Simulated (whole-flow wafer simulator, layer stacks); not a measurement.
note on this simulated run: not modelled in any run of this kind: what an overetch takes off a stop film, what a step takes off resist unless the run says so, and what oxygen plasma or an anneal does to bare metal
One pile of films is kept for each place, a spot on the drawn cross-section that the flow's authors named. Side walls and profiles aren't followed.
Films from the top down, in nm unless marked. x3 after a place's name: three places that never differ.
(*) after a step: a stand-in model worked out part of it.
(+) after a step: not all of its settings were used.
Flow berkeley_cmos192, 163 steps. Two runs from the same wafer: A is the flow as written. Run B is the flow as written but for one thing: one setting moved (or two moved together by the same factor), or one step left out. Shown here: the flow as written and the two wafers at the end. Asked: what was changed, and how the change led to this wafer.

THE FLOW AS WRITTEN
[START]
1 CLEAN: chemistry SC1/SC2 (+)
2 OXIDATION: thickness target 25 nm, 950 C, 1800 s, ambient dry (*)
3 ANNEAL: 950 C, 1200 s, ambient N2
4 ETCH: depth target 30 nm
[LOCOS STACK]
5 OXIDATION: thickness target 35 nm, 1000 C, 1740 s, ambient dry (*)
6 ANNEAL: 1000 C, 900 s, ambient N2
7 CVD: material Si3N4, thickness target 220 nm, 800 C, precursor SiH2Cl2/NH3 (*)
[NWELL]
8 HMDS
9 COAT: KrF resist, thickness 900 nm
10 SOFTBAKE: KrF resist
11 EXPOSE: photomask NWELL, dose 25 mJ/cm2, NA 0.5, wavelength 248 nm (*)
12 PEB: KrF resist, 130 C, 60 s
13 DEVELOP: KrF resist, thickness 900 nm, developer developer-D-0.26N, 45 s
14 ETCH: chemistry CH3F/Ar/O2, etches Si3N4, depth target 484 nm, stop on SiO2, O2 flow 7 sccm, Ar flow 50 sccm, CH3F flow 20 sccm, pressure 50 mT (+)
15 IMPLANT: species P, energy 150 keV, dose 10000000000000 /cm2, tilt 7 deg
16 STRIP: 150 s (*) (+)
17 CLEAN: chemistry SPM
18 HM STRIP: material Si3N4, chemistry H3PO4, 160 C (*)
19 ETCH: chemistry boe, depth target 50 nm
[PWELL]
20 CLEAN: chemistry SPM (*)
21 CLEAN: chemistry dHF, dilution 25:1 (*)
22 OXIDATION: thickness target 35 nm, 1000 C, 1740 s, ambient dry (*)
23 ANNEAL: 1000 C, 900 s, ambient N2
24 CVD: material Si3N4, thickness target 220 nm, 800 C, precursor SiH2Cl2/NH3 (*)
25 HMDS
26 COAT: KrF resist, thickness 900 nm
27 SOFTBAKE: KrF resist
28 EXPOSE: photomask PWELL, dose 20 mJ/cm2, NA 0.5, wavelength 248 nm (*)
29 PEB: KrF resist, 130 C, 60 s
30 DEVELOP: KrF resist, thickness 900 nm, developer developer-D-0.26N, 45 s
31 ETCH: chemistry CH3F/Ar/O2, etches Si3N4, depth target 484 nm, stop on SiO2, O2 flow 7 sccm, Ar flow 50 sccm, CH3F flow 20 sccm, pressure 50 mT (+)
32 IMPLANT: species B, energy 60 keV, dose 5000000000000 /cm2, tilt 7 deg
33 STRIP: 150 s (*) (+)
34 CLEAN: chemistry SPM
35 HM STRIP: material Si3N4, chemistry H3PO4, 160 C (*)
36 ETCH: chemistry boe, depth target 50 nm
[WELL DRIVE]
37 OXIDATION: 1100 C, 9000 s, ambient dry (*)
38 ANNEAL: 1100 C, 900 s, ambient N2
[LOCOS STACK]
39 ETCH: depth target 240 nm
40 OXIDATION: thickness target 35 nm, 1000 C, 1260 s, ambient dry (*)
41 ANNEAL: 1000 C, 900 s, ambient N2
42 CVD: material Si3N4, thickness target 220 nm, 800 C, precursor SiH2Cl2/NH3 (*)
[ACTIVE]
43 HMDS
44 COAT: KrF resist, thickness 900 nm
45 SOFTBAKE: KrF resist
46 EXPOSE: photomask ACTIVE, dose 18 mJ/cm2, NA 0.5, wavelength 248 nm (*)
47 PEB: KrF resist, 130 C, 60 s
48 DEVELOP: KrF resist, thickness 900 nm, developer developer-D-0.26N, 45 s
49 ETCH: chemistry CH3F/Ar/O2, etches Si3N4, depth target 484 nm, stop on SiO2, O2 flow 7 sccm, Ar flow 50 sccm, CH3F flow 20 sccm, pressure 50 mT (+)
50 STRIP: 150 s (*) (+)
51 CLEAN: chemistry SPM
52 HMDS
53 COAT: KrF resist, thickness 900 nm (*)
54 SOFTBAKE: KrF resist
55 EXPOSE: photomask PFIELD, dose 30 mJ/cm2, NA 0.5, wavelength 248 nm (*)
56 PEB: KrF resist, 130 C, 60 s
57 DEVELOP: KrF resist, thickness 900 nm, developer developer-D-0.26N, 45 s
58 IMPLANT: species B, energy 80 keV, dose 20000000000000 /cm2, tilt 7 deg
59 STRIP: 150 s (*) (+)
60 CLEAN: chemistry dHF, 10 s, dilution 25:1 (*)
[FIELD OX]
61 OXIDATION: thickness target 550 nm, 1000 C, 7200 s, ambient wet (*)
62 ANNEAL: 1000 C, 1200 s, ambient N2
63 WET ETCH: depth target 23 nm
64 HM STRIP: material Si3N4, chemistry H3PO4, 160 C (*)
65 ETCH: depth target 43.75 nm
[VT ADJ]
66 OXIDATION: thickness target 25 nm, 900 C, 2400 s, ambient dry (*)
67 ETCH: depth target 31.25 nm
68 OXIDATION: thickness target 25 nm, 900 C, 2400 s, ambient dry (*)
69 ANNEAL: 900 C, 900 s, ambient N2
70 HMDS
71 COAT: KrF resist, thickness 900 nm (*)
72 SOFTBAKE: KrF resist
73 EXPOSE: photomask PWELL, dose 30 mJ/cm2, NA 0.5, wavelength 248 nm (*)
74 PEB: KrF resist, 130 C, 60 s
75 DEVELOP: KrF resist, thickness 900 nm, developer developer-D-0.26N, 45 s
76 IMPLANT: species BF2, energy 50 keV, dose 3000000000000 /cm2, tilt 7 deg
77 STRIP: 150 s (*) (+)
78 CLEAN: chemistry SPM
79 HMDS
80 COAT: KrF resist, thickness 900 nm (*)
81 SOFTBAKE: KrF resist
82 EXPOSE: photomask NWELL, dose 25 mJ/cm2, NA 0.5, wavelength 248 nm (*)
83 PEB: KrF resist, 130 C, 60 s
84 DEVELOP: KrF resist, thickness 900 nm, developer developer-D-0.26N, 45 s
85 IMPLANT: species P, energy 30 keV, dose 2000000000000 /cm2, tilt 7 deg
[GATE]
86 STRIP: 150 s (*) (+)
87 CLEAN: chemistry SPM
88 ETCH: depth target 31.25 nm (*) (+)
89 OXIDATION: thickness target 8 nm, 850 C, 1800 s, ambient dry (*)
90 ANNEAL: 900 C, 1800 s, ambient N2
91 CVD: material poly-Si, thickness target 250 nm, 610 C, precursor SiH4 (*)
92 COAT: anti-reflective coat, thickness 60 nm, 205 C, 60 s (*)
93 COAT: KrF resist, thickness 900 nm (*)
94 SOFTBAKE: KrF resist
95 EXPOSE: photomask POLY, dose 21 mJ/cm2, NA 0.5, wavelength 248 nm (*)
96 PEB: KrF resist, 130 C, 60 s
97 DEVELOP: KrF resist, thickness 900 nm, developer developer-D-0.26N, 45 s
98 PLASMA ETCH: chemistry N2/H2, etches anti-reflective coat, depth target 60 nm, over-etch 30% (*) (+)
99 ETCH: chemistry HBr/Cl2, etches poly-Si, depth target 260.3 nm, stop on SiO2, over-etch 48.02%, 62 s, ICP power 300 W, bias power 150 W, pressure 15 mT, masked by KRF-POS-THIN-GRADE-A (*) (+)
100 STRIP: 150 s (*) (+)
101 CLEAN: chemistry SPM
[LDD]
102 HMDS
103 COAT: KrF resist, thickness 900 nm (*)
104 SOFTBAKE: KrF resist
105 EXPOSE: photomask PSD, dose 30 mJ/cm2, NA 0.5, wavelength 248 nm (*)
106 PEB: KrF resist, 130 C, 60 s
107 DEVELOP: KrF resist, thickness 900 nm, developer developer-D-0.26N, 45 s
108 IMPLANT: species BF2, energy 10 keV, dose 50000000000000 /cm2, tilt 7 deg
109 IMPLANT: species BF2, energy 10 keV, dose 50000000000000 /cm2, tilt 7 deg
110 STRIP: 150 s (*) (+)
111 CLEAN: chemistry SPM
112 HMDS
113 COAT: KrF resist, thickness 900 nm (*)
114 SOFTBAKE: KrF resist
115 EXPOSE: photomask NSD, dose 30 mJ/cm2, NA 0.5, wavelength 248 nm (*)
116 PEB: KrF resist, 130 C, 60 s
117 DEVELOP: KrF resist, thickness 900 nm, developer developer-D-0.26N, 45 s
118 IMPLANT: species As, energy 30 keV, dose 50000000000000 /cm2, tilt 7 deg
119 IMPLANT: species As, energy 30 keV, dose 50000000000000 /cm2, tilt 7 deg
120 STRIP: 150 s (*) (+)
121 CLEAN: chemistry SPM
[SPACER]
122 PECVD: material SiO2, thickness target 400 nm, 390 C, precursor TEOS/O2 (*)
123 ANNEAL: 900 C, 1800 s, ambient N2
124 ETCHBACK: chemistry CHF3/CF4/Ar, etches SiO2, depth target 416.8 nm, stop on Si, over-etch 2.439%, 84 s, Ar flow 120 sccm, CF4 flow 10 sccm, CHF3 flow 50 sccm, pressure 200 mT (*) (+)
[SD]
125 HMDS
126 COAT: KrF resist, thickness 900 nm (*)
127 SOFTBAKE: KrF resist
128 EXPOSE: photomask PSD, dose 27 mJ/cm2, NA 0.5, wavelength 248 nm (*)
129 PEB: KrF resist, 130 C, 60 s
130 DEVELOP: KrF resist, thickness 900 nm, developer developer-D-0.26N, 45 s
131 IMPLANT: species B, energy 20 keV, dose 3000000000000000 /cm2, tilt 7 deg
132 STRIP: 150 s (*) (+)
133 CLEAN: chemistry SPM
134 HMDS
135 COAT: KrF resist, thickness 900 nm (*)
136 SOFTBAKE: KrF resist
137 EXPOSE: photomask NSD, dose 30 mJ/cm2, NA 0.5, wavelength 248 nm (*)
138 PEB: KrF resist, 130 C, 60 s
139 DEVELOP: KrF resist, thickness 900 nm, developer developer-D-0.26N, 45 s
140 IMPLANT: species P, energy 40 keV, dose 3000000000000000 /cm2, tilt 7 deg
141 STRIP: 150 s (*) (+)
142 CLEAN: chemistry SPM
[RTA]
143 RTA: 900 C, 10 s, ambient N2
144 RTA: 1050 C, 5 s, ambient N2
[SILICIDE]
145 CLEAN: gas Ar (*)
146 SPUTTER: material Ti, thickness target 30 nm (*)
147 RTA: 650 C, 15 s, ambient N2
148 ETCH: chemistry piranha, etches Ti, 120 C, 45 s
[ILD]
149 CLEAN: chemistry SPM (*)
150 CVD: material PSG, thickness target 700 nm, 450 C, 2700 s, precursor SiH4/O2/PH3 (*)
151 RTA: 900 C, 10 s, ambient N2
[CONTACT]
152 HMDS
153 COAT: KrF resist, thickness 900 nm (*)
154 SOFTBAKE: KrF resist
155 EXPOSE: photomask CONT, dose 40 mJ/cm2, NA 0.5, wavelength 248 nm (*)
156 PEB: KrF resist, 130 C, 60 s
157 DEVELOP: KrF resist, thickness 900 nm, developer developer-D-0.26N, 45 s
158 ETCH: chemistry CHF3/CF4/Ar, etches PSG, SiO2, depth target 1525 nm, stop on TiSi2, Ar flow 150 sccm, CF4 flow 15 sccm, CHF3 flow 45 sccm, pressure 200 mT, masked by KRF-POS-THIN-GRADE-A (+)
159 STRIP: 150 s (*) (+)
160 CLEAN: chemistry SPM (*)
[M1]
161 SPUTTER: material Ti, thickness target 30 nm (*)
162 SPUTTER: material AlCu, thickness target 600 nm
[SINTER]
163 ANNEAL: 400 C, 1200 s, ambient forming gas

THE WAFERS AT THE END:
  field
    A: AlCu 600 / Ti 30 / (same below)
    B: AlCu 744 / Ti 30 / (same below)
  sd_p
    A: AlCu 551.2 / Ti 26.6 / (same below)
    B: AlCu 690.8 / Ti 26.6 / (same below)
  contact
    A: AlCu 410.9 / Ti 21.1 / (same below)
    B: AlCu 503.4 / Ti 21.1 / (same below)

The cause: step 162, SPUTTER: thickness target 744 nm was run, where the flow has thickness target 600 nm.
It can be read off the wafer: field has AlCu 744, and step 162 as written asks for 600 nm.

How the change led to this, step by step:
  162 SPUTTER: material AlCu, thickness target 600 nm
      field, sd_n, spacer_n, gate, spacer_p, gate_p, m1: A AlCu +600 (new film) | B AlCu +744 (new film)
      sd_p: A AlCu +551.2 (new film) | B AlCu +690.8 (new film)
      (and at 1 more place)
